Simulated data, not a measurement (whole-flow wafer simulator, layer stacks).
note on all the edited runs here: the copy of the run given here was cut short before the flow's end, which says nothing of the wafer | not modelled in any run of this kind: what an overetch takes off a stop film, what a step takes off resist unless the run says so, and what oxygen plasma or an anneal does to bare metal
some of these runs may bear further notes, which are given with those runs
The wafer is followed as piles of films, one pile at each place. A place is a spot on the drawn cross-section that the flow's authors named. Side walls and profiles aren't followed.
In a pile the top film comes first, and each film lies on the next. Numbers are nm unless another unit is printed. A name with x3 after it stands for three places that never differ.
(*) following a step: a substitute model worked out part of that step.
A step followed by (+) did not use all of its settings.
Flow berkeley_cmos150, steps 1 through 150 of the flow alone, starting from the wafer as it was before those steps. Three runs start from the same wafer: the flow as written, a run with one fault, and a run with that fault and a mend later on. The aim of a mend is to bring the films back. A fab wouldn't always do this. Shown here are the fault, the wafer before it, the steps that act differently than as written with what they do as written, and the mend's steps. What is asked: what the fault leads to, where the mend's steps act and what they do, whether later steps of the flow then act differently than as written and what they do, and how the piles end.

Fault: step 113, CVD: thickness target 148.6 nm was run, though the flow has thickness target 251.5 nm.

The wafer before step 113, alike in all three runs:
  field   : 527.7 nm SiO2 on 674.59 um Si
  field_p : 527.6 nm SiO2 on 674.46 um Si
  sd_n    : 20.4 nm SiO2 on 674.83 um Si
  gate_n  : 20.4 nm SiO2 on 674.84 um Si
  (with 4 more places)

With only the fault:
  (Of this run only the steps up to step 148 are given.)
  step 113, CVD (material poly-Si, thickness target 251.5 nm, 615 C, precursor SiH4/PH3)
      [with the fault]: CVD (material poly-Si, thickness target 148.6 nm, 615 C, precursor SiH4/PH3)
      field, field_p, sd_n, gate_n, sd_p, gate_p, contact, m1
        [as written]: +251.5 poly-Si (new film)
        [with the fault]: +148.6 poly-Si (new film)
  Later steps of the flow acting differently than as written (6 more steps, not shown, differ only slightly: by at most 2% or 0.5 nm, whichever is larger):
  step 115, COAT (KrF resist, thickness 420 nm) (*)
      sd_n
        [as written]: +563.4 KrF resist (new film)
        [with the fault]: +552.1 KrF resist (new film)
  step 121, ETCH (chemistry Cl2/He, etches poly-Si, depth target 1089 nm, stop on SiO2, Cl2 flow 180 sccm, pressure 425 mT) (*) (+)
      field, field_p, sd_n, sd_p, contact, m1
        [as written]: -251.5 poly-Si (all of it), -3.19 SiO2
        [with the fault]: -148.6 poly-Si (all of it), -3.19 SiO2
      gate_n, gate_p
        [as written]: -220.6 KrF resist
        [with the fault]: -147.1 KrF resist
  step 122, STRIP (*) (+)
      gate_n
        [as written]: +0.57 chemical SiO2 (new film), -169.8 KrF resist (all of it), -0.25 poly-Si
        [with the fault]: +0.61 chemical SiO2 (new film), -240.8 KrF resist (all of it), -0.27 poly-Si
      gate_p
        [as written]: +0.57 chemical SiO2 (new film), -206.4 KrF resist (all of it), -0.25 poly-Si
        [with the fault]: +0.61 chemical SiO2 (new film), -276.8 KrF resist (all of it), -0.27 poly-Si
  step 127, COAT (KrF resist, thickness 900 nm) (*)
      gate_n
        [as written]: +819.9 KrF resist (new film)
        [with the fault]: +890.2 KrF resist (new film)
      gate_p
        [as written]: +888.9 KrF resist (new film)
        [with the fault]: +960.3 KrF resist (new film)
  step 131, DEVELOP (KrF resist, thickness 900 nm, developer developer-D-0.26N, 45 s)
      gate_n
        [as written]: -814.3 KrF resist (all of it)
        [with the fault]: -884.1 KrF resist (all of it)
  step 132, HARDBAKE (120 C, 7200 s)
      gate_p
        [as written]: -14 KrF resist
        [with the fault]: -15.2 KrF resist
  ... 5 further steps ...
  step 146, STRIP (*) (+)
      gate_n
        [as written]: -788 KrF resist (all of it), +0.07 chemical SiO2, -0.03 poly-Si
        [with the fault]: -856.6 KrF resist (all of it), +0.07 chemical SiO2, -0.03 poly-Si
  The piles after step 148 differ from the flow's at gate_n, gate_p by more than 2% or 0.5 nm, whichever is larger.
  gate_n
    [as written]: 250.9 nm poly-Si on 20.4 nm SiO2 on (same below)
    [with the fault]: 148 nm poly-Si on 20.4 nm SiO2 on (same below)
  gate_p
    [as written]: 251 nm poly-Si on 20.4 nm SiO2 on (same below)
    [with the fault]: 148.1 nm poly-Si on 20.4 nm SiO2 on (same below)

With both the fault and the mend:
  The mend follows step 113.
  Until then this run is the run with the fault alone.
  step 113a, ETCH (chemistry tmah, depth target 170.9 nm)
      field, field_p, sd_n, gate_n, sd_p, gate_p, contact, m1
        -148.6 poly-Si (all of it)
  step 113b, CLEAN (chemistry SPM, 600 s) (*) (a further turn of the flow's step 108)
      alters no film at any place that is followed
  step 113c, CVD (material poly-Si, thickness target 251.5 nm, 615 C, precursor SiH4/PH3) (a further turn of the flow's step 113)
      field, field_p, sd_n, gate_n, sd_p, gate_p, contact, m1
        +251.5 poly-Si (new film)
  Later steps of the flow that are run all act as written at every place that is followed.
  The piles end the same as the flow's at every place that both follow.
